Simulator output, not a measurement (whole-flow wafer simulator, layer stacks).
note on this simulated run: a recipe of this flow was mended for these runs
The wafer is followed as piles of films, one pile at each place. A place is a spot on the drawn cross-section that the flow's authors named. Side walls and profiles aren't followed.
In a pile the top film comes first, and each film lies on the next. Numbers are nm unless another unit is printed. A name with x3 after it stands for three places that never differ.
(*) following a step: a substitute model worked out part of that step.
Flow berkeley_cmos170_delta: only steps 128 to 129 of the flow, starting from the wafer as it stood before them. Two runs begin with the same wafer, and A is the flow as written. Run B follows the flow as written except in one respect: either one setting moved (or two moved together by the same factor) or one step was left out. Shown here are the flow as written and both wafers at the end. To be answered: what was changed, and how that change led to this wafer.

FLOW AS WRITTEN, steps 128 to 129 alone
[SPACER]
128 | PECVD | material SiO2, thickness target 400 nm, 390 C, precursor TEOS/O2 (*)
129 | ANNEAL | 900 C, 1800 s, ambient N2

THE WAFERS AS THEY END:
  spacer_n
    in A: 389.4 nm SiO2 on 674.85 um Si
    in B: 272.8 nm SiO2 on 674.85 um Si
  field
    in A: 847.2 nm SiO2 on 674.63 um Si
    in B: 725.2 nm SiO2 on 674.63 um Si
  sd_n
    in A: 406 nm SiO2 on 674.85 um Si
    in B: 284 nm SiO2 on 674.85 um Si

What caused this: step 128, PECVD: thickness target 278 nm was run, though the flow has thickness target 400 nm.

Step by step, how the change led to this:
  128 | PECVD | material SiO2, thickness target 400 nm, 390 C, precursor TEOS/O2 (*)
      field, sd_n, contact, m1: A SiO2 gains 400 | B SiO2 gains 278
      spacer_n, sd_p, spacer_p: A SiO2 gains 383.7 | B SiO2 gains 267.1
      (also at 2 further places)
